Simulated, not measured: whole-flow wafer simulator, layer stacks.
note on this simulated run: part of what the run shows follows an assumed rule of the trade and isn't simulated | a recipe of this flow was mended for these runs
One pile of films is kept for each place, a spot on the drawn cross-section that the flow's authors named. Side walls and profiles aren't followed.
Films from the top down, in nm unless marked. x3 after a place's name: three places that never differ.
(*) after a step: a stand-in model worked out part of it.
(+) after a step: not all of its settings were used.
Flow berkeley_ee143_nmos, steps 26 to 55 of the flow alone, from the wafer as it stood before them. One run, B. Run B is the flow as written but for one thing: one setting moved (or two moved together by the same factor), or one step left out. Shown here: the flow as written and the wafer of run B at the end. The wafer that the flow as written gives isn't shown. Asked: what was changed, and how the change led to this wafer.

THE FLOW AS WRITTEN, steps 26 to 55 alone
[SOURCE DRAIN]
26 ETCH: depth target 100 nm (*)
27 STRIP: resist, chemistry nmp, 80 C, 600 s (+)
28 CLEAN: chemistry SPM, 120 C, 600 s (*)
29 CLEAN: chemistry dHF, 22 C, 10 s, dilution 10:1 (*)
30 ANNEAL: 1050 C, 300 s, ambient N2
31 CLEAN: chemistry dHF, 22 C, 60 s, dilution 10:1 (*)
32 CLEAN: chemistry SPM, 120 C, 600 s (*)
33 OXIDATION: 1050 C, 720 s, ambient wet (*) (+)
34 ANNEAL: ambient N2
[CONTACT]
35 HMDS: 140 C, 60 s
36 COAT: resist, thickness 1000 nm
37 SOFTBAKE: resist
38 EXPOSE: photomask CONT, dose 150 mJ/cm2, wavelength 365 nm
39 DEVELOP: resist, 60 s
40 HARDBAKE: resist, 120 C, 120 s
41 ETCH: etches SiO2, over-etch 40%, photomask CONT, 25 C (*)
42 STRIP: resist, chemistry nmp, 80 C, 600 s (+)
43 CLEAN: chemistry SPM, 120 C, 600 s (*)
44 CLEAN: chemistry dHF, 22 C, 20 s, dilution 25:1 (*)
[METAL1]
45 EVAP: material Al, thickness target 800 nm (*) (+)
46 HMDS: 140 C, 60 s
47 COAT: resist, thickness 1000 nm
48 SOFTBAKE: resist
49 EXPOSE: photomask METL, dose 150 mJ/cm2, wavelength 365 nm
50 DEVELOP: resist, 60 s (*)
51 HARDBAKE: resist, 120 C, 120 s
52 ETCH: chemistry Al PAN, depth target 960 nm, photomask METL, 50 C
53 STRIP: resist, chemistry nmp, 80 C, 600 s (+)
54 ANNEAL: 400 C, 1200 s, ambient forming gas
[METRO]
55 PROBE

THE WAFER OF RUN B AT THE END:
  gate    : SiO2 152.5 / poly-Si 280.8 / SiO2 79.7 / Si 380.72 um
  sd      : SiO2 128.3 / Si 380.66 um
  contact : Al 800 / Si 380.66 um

The cause: step 33, OXIDATION: 441 s was run, where the flow has 720 s.

How the change led to this, step by step:
  33 OXIDATION: 1050 C, 720 s, ambient wet (*) (+)
      sd, contact: SiO2 +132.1 (new film), chemical SiO2 -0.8 (all of it), Si -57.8 (as written it would be: SiO2 +189.4 (new film), chemical SiO2 -0.8 (all of it), Si -83)
      gate: SiO2 +156.4 (new film), chemical SiO2 -0.8 (all of it), poly-Si -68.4 (as written it would be: SiO2 +217.6 (new film), chemical SiO2 -0.8 (all of it), poly-Si -95.4)
      (and at 1 more place)
  41 ETCH: etches SiO2, over-etch 40%, photomask CONT, 25 C (*)
      contact: SiO2 -132.1 (all of it) (as written it would be: SiO2 -189.4 (all of it))
  47 COAT: resist, thickness 1000 nm
      contact: resist +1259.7 (new film) (as written it would be: resist +1301 (new film))
  51 HARDBAKE: resist, 120 C, 120 s
      contact: resist -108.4 (as written it would be: resist -112.2)
  53 STRIP: resist, chemistry nmp, 80 C, 600 s (+)
      contact: resist -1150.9 (all of it) (as written it would be: resist -1188.4 (all of it))
